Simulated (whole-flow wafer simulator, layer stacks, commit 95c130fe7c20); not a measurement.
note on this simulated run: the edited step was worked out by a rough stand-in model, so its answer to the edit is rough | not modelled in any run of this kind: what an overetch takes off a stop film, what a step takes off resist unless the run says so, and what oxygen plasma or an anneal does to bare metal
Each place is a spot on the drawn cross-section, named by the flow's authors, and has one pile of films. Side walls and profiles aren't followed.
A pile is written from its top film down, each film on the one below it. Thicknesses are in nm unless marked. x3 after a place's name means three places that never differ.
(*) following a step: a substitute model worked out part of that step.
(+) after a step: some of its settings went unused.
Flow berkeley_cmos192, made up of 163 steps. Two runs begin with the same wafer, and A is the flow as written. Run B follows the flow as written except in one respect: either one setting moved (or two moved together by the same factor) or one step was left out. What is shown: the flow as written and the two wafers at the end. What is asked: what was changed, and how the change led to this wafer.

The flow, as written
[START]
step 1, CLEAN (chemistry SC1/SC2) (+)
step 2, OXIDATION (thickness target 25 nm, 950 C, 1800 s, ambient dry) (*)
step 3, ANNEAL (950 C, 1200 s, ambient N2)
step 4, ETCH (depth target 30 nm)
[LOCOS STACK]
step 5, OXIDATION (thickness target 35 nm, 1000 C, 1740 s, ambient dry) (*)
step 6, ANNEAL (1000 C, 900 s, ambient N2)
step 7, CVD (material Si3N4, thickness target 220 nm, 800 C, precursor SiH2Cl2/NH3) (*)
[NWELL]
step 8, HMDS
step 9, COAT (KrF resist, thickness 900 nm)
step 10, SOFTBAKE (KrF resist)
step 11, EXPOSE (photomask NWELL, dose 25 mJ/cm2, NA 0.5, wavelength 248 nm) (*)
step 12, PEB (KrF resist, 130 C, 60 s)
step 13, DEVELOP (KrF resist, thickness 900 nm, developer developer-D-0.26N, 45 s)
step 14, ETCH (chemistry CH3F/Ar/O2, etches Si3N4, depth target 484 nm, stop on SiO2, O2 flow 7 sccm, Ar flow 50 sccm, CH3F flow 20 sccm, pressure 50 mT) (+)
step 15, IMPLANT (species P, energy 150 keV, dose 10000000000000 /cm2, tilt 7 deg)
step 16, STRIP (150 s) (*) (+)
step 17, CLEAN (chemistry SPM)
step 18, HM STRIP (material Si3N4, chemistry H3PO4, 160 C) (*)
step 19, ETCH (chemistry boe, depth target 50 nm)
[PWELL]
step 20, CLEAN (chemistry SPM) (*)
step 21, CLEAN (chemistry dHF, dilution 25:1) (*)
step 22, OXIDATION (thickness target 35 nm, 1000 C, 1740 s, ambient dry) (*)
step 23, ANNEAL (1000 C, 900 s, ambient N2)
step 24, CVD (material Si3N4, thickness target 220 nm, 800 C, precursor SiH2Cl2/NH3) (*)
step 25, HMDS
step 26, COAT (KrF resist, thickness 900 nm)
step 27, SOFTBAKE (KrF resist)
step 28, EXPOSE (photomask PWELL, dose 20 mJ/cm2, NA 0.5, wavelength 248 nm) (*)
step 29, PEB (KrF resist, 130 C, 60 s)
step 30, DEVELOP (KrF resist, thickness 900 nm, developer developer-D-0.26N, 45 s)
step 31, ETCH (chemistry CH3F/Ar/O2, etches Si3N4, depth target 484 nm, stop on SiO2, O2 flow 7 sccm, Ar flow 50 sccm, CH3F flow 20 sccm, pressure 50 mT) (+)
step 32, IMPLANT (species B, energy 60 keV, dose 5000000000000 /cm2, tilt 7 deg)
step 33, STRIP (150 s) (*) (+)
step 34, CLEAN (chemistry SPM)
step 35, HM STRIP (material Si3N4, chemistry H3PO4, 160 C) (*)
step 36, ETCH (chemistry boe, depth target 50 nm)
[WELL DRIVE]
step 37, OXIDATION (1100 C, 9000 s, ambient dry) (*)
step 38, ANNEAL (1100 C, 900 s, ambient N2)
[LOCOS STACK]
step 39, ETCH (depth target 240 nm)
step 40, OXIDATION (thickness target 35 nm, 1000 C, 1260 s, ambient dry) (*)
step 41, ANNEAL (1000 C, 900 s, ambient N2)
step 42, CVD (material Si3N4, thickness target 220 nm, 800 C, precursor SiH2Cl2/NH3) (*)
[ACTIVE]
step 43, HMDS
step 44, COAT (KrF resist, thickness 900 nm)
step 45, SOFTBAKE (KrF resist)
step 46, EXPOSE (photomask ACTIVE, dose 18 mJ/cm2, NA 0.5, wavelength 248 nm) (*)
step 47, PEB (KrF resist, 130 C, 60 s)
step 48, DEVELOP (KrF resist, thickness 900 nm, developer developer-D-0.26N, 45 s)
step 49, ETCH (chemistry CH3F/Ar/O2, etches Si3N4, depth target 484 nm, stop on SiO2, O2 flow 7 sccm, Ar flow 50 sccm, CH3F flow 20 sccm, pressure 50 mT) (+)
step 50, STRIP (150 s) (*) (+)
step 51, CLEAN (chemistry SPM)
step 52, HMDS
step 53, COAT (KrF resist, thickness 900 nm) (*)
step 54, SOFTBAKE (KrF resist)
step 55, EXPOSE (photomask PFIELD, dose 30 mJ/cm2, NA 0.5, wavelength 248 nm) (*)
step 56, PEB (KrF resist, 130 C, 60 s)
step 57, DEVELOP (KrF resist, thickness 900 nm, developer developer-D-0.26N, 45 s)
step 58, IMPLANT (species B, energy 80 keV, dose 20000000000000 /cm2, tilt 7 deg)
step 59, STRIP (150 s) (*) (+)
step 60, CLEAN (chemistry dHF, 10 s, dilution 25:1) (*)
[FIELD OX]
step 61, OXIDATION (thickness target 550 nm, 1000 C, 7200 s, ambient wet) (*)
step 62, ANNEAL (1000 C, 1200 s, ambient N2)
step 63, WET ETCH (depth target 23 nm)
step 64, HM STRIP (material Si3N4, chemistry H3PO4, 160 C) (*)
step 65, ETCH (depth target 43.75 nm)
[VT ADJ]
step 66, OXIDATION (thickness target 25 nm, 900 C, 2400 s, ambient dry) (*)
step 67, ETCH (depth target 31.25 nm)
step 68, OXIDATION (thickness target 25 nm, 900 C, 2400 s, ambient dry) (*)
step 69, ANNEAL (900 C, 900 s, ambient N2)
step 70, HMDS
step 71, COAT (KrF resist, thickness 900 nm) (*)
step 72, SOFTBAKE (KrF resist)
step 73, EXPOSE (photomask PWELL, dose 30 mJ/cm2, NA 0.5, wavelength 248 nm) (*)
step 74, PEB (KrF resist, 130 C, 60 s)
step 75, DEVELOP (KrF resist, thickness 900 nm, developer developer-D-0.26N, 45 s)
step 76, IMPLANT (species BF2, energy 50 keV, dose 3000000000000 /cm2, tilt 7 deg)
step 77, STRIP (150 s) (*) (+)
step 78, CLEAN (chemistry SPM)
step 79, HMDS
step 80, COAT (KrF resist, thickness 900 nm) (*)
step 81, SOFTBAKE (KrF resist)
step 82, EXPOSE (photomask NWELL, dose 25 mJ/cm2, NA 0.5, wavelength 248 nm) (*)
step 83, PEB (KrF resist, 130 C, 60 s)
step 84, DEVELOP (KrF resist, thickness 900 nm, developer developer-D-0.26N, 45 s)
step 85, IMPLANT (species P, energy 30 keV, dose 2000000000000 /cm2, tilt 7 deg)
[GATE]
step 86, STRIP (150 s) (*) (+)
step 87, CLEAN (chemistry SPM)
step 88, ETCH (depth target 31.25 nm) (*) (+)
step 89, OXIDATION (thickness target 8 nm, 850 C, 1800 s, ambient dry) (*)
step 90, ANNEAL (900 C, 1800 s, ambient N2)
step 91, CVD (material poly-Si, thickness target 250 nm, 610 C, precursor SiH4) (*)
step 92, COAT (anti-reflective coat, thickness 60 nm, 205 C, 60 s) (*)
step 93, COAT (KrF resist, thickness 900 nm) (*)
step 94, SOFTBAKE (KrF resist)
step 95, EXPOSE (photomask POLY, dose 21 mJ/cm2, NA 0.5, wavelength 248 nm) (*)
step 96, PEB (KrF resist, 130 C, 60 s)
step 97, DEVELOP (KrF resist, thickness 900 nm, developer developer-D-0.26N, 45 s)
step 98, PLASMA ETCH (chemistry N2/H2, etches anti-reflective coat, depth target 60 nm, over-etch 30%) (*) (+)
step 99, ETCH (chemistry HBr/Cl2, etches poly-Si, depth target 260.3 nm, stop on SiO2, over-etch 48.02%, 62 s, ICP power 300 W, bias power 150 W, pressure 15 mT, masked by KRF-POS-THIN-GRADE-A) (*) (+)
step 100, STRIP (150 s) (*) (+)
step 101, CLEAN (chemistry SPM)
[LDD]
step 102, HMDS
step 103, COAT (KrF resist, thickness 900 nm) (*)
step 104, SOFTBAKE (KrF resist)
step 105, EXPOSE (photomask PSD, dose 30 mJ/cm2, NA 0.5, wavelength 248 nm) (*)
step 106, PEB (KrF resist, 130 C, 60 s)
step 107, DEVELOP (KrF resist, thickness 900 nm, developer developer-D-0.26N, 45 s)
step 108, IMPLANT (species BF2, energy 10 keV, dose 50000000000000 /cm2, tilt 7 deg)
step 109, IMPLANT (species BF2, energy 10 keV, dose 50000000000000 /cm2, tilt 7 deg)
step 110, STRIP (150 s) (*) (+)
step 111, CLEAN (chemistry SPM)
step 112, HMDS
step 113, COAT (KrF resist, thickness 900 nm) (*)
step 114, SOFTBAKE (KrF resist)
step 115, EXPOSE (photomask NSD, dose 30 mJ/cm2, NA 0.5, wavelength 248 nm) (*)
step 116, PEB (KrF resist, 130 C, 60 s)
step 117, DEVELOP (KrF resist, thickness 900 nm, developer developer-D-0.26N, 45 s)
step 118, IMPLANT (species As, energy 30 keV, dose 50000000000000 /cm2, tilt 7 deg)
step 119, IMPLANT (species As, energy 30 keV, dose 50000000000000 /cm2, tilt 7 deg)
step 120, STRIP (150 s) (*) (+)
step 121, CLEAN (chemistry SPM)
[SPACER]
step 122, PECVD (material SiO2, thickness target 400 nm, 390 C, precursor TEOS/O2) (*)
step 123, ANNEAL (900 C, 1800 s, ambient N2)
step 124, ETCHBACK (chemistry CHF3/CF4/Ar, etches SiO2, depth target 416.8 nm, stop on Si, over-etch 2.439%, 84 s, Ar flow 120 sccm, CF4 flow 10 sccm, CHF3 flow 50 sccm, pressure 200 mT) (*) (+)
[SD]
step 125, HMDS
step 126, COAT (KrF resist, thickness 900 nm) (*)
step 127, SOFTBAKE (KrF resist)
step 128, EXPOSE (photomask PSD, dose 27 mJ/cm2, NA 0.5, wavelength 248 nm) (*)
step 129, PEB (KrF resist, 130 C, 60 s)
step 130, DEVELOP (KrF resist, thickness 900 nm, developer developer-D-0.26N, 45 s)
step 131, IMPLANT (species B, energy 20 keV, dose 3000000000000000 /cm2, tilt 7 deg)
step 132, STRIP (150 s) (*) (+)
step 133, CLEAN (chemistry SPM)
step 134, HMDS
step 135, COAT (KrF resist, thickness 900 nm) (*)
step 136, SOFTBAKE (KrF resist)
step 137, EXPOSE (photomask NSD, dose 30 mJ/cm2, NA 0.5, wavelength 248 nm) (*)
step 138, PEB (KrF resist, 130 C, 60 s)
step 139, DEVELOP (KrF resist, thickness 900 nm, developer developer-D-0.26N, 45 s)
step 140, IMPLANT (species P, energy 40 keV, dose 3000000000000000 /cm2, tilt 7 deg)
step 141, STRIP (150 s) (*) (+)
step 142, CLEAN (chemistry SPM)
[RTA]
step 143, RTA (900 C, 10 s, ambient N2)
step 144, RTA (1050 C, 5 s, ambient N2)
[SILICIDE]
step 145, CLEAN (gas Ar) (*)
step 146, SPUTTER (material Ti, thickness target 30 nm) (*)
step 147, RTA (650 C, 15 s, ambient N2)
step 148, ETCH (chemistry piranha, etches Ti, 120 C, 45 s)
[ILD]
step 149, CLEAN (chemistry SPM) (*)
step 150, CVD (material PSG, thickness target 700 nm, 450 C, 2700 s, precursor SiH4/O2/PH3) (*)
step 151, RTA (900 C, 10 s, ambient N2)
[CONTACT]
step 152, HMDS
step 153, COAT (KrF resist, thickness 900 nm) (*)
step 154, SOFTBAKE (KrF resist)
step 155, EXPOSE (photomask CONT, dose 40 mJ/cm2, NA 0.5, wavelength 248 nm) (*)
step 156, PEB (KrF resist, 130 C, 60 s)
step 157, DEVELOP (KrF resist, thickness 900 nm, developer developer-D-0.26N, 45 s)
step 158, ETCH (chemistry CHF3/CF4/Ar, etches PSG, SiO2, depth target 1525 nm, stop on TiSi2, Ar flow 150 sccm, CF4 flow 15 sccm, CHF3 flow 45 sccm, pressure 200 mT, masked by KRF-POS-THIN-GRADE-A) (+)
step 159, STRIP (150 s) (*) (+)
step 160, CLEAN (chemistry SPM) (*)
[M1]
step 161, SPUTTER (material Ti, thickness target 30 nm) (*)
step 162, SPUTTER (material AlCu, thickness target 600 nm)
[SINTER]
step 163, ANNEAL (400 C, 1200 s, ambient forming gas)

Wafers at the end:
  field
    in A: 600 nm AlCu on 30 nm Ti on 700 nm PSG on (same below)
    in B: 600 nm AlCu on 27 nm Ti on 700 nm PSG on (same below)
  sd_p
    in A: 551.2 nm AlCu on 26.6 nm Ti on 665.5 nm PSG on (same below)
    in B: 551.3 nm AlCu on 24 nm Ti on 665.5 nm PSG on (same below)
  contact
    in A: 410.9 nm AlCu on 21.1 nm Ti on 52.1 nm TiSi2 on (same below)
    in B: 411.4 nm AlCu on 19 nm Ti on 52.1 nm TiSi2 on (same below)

The reason: step 161, SPUTTER: thickness target 27 nm was run, while the flow as written has thickness target 30 nm.
The wafer lets one read it off: field has Ti 27, and step 161 as written asks for 30 nm.

How this came from the change, step by step:
  step 161, SPUTTER (material Ti, thickness target 30 nm) (*)
      field, sd_n, spacer_n, gate, spacer_p, gate_p, m1: A +30 Ti (new film) | B +27 Ti (new film)
      sd_p: A +26.6 Ti (new film) | B +24 Ti (new film)
      (as well as at 1 more place)
